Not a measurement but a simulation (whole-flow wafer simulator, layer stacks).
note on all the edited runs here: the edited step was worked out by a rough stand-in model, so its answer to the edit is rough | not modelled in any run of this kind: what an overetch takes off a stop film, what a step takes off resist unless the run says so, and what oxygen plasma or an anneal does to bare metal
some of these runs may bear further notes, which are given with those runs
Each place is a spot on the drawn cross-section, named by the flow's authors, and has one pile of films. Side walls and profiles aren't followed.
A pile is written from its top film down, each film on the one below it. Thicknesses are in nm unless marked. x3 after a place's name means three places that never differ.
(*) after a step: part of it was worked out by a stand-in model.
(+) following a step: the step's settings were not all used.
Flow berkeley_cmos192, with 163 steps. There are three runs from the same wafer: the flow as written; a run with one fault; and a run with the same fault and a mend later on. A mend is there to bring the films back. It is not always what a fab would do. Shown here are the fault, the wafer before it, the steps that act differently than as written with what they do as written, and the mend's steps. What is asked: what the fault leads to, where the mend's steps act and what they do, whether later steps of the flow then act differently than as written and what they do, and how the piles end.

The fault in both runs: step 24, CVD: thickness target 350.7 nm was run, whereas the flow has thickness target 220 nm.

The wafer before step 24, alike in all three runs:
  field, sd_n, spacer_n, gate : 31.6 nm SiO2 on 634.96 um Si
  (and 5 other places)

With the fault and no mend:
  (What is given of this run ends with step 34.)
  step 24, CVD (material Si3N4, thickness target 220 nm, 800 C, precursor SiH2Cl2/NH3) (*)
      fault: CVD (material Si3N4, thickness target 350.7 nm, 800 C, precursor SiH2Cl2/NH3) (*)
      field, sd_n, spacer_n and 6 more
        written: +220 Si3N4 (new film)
        fault: +350.7 Si3N4 (new film)
  Later steps of the flow acting differently than as written:
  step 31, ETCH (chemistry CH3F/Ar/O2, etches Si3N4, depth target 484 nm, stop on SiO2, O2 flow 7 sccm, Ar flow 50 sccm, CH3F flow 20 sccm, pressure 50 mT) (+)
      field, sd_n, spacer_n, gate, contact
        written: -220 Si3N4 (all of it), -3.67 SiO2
        fault: -350.7 Si3N4 (all of it), -3.67 SiO2
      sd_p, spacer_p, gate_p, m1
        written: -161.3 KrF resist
        fault: -248.5 KrF resist
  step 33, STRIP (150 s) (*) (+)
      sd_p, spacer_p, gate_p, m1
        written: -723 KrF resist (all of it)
        fault: -635.9 KrF resist (all of it)
  After step 34, at sd_p, spacer_p, gate_p, m1, the piles differ from the flow's by more than 2% or 0.5 nm, whichever is larger.
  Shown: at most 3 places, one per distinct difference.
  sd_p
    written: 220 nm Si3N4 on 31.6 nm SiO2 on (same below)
    fault: 350.7 nm Si3N4 on 31.6 nm SiO2 on (same below)

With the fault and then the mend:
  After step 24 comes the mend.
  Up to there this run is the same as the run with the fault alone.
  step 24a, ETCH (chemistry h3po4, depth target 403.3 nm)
      field, sd_n, spacer_n and 6 more
        -350.7 Si3N4 (all of it)
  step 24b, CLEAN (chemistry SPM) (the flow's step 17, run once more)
      does not change any film at any place that is followed
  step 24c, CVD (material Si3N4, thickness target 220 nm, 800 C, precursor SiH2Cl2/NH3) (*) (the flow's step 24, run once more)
      field, sd_n, spacer_n and 6 more
        +220 Si3N4 (new film)
  Later steps of the flow that are run all act as written at every place that is followed.
  At every place that both follow, the piles at the end match the flow's.
